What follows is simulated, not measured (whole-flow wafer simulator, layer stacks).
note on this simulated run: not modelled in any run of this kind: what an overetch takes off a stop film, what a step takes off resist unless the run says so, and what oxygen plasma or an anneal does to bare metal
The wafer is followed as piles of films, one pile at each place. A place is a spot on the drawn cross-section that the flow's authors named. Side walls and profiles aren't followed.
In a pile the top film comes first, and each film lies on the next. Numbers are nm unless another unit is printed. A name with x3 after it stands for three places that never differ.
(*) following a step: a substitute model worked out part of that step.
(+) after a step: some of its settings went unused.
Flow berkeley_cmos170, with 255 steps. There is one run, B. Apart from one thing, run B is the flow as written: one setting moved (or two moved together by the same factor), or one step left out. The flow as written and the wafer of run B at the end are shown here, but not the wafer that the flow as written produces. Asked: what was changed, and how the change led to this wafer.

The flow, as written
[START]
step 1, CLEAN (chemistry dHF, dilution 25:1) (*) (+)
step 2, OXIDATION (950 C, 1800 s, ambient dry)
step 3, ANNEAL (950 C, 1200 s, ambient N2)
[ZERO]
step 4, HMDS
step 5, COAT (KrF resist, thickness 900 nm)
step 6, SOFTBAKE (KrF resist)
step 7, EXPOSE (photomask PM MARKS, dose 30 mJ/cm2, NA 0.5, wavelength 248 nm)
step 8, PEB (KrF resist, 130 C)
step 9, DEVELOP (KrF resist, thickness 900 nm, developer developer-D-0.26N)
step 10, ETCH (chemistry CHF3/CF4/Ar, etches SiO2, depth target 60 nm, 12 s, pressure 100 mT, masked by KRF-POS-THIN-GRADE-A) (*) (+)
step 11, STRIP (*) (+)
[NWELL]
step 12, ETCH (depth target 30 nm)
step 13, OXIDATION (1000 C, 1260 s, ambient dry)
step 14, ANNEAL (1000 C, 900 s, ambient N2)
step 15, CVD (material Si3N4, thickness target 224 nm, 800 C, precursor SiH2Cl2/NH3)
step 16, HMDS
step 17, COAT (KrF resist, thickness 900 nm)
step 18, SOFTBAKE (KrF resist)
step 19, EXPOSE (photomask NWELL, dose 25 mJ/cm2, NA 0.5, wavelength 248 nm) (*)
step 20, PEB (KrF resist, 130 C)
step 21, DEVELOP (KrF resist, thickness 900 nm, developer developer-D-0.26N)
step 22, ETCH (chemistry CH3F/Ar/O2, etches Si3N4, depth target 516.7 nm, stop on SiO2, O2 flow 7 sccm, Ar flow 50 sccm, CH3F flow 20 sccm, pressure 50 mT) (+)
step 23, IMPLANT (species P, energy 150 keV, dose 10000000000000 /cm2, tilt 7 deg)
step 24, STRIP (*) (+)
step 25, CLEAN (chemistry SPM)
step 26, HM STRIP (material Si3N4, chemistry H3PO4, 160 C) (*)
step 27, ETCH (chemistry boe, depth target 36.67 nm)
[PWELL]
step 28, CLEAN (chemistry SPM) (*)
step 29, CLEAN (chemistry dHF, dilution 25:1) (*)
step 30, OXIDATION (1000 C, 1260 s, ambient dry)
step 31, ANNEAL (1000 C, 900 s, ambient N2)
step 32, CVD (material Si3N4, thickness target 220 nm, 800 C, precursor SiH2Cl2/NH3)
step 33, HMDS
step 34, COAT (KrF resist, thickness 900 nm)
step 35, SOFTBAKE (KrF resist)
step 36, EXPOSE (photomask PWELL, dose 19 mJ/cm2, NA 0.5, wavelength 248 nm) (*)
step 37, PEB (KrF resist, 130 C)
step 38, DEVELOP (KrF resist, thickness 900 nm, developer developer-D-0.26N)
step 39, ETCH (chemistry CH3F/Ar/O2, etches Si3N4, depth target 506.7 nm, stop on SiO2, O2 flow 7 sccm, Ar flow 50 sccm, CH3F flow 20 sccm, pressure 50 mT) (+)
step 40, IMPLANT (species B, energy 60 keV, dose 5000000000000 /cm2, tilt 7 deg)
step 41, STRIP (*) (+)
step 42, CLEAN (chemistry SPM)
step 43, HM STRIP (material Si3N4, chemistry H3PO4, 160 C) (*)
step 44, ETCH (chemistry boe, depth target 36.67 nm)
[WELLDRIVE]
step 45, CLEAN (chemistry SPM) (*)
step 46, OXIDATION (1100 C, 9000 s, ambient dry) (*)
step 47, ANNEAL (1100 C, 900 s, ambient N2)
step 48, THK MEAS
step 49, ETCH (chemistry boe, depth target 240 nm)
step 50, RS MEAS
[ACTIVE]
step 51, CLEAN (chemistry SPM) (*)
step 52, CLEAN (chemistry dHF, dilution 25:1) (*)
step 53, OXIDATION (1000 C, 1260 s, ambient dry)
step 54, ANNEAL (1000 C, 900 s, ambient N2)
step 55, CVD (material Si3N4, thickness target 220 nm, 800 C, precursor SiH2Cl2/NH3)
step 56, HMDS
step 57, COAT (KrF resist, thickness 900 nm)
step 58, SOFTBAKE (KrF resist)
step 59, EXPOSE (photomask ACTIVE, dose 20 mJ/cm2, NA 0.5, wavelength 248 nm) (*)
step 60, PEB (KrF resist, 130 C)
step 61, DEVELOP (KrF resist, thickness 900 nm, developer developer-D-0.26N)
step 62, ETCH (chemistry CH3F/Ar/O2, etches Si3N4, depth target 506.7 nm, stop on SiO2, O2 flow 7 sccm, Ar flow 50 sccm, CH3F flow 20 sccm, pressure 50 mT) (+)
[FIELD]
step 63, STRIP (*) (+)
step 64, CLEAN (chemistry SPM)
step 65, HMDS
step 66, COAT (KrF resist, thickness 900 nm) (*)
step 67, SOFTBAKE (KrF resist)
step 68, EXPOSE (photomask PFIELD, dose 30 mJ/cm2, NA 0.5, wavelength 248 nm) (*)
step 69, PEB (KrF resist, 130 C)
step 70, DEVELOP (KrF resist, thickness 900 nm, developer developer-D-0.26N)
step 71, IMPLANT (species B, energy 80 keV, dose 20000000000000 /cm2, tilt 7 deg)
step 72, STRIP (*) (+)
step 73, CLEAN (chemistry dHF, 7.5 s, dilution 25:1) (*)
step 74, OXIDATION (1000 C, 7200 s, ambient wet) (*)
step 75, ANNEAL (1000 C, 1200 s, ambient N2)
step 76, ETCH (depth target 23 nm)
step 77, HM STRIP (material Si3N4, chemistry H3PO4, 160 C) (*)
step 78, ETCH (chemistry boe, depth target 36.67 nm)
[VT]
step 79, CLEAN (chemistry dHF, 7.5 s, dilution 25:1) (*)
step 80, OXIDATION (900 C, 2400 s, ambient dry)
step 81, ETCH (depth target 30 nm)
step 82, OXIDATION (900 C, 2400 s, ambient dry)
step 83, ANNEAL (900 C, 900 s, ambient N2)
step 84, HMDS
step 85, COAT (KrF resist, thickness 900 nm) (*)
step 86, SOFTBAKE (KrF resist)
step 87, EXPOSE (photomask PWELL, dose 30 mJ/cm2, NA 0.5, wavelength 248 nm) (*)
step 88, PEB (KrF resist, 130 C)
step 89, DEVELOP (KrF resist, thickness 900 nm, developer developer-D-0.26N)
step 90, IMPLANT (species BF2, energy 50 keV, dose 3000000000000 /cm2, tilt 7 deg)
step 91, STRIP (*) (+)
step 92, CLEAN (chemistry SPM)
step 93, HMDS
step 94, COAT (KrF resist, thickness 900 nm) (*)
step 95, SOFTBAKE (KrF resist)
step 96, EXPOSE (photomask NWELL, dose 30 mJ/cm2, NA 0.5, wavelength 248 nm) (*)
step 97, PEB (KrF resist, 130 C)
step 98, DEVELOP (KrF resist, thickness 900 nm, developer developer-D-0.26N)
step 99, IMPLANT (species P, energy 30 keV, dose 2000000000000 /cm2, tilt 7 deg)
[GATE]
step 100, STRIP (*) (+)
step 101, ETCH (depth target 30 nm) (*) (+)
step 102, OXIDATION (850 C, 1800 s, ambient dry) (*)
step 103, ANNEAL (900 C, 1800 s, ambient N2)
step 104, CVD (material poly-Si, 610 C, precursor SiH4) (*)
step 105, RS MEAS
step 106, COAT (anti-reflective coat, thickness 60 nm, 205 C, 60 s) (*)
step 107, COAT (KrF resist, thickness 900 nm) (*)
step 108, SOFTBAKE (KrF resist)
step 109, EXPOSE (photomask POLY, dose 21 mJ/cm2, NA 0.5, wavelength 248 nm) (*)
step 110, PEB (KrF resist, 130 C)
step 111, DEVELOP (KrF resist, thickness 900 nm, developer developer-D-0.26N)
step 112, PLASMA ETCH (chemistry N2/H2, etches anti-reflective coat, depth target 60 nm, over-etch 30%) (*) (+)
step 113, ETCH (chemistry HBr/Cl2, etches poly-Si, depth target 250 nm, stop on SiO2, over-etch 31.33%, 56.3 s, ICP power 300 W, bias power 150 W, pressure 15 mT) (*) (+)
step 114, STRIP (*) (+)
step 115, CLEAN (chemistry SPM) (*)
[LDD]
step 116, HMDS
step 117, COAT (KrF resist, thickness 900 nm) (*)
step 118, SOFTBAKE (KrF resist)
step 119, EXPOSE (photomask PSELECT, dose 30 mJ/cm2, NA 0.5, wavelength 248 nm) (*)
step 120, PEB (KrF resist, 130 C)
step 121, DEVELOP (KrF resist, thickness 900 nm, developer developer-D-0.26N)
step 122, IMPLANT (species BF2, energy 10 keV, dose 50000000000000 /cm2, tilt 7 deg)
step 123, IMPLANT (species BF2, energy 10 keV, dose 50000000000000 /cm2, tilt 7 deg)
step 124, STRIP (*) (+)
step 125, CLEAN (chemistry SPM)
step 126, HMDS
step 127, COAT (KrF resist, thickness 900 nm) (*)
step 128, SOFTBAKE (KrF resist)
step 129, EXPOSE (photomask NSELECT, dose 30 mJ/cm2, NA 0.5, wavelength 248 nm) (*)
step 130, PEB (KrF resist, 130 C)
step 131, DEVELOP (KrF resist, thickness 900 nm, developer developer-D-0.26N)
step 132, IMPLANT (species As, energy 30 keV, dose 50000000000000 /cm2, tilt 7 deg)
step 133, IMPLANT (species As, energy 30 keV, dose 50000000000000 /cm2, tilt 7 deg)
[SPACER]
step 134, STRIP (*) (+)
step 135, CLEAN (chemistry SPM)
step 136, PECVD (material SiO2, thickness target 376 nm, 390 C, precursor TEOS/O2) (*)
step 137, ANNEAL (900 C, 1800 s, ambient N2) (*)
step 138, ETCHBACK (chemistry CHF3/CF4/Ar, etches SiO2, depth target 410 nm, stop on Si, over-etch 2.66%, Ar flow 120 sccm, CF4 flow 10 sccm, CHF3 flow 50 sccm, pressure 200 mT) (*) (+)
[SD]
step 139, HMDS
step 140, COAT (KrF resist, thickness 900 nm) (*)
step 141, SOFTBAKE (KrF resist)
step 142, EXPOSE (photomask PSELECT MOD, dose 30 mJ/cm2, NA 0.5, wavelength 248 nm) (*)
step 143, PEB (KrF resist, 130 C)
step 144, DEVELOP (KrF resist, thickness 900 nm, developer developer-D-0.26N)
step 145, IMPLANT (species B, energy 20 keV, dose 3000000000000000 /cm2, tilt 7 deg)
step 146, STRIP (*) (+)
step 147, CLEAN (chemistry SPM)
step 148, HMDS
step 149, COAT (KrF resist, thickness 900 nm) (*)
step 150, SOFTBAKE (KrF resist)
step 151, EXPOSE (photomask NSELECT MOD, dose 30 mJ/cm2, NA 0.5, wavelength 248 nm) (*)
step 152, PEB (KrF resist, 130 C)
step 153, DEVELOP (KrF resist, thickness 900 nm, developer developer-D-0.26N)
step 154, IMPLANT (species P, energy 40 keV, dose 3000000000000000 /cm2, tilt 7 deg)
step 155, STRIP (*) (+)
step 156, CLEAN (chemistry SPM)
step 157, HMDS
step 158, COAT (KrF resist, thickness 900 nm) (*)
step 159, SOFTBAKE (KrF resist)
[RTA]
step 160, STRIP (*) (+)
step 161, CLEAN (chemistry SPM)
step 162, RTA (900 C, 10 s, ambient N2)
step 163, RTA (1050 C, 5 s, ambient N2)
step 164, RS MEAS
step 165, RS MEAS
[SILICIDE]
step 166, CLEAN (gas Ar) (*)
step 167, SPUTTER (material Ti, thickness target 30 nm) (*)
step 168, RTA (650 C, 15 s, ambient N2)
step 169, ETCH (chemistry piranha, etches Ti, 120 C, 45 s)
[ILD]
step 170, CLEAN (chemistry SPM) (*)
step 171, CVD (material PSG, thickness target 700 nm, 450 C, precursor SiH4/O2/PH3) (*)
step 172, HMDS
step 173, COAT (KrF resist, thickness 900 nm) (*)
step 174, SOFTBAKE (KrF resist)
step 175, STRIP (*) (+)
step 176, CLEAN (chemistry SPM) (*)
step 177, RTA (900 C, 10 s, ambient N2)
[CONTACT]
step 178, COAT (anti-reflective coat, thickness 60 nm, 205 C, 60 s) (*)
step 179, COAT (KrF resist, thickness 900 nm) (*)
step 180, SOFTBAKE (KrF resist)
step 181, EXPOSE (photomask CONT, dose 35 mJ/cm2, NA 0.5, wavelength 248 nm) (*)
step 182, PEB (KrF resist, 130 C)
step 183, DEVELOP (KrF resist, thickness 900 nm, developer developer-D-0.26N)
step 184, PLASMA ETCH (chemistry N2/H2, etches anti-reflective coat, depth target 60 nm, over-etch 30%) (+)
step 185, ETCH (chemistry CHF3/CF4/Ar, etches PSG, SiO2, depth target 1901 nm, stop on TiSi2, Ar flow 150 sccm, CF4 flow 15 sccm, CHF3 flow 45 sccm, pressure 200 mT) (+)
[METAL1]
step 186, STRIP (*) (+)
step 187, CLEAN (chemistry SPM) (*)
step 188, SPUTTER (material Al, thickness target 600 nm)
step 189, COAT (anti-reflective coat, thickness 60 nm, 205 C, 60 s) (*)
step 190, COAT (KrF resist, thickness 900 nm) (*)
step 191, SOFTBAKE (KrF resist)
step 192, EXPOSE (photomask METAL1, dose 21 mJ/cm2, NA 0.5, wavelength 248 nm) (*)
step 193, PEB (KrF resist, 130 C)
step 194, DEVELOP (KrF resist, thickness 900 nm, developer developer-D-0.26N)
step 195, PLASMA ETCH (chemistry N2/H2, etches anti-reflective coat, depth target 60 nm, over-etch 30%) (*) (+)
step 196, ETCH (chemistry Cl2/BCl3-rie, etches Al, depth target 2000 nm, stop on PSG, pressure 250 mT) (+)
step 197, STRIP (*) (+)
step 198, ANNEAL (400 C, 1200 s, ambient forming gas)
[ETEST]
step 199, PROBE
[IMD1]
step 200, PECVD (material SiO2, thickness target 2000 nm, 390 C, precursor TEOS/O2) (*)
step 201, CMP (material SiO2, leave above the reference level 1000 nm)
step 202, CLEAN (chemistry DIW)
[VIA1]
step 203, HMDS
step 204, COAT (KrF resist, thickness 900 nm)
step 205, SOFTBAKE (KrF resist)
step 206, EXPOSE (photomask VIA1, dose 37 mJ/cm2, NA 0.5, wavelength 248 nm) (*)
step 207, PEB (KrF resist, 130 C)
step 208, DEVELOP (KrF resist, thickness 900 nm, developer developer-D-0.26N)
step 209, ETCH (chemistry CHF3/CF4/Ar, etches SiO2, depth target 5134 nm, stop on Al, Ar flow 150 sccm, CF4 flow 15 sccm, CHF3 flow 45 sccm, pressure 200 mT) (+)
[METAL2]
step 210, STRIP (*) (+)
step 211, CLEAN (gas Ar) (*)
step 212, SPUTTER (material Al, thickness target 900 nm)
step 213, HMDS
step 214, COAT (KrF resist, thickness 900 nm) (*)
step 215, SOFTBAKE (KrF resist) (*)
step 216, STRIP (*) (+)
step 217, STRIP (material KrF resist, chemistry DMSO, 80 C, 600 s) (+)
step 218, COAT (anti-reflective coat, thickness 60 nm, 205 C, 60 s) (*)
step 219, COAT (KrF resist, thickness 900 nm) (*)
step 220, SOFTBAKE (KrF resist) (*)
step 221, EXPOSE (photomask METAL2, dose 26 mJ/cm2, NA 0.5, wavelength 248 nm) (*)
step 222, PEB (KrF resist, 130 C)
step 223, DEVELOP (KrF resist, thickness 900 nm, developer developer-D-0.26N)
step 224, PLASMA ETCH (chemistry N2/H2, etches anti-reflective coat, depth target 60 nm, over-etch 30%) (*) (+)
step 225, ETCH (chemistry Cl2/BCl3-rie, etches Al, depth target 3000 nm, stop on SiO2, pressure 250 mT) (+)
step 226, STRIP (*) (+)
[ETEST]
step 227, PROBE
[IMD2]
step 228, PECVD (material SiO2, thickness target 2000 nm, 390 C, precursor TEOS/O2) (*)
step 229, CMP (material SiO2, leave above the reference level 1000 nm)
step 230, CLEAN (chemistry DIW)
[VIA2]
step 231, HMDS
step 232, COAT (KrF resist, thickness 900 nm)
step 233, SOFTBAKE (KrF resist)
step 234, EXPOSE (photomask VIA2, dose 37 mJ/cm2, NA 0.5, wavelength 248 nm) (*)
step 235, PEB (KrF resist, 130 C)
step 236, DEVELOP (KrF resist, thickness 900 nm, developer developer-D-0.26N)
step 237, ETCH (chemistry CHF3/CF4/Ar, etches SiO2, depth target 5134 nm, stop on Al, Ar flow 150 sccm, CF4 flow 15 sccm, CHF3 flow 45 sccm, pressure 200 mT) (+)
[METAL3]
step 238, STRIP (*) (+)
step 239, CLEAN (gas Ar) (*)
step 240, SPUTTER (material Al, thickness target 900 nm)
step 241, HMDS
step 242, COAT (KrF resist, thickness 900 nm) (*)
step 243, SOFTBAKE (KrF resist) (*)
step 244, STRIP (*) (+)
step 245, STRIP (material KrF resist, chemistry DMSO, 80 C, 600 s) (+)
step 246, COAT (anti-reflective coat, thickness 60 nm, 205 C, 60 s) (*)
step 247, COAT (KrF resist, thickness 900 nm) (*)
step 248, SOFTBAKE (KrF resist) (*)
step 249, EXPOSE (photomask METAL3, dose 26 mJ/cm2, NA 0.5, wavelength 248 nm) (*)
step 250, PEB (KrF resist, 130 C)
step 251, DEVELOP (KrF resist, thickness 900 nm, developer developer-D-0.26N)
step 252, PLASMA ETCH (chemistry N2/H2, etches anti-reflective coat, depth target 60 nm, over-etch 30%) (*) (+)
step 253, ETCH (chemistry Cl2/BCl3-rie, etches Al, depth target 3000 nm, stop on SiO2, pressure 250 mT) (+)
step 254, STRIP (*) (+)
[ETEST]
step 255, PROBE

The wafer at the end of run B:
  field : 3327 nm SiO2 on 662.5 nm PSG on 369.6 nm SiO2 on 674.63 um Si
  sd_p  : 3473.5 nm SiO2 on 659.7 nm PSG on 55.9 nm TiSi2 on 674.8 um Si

Cause: step 78, ETCH: depth target 47.67 nm was run, whereas the flow has depth target 36.67 nm.

The path from the change to this, step by step:
  step 78, ETCH (chemistry boe, depth target 36.67 nm)
      field: SiO2 loses 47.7 (as written it would have been: SiO2 loses 36.7)
  step 106, COAT (anti-reflective coat, thickness 60 nm, 205 C, 60 s) (*)
      sd_n: anti-reflective coat gains 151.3 (new film) (as written it would have been: anti-reflective coat gains 158.6 (new film))
      spacer_n: anti-reflective coat gains 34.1 (new film) (as written it would have been: anti-reflective coat gains 31.5 (new film))
      (also at 4 further places)
  step 112, PLASMA ETCH (chemistry N2/H2, etches anti-reflective coat, depth target 60 nm, over-etch 30%) (*) (+)
      sd_n: anti-reflective coat loses 151.3 (all of it), poly-Si loses 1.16 (as written it would have been: anti-reflective coat loses 158.6 (all of it), poly-Si loses 1.22)
      spacer_n: anti-reflective coat loses 34.1 (all of it), poly-Si loses 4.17 (as written it would have been: anti-reflective coat loses 31.5 (all of it), poly-Si loses 4.48)
      (also at 2 further places)
  step 114, STRIP (*) (+)
      gate_n: chemical SiO2 gains 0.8 (new film), KrF resist loses 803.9 (all of it), anti-reflective coat loses 30 (all of it), poly-Si loses 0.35 (as written it would have been: chemical SiO2 gains 0.8 (new film), KrF resist loses 812.6 (all of it), anti-reflective coat loses 27.3 (all of it), poly-Si loses 0.35)
      gate_p: chemical SiO2 gains 0.8 (new film), KrF resist loses 776.5 (all of it), anti-reflective coat loses 31.5 (all of it), poly-Si loses 0.35 (as written it would have been: chemical SiO2 gains 0.8 (new film), KrF resist loses 782.1 (all of it), anti-reflective coat loses 29.6 (all of it), poly-Si loses 0.35)
  step 178, COAT (anti-reflective coat, thickness 60 nm, 205 C, 60 s) (*)
      sd_n: anti-reflective coat gains 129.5 (new film) (as written it would have been: anti-reflective coat gains 135.1 (new film))
      m2: anti-reflective coat gains 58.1 (new film) (as written it would have been: anti-reflective coat gains 56.7 (new film))
  step 186, STRIP (*) (+)
      sd_n: KrF resist loses 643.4 (all of it), anti-reflective coat loses 129.5 (all of it) (as written it would have been: KrF resist loses 643.8 (all of it), anti-reflective coat loses 135.1 (all of it))
      m2: KrF resist loses 684.5 (all of it), anti-reflective coat loses 58.1 (all of it) (as written it would have been: KrF resist loses 689 (all of it), anti-reflective coat loses 56.7 (all of it))
  step 189, COAT (anti-reflective coat, thickness 60 nm, 205 C, 60 s) (*)
      m2: anti-reflective coat gains 62.5 (new film) (as written it would have been: anti-reflective coat gains 61.1 (new film))
  step 197, STRIP (*) (+)
      m2: KrF resist loses 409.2 (all of it), anti-reflective coat loses 62.5 (all of it) (as written it would have been: KrF resist loses 412.9 (all of it), anti-reflective coat loses 61.1 (all of it))
  step 201, CMP (material SiO2, leave above the reference level 1000 nm)
      field: SiO2 loses 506 (as written it would have been: SiO2 loses 517)
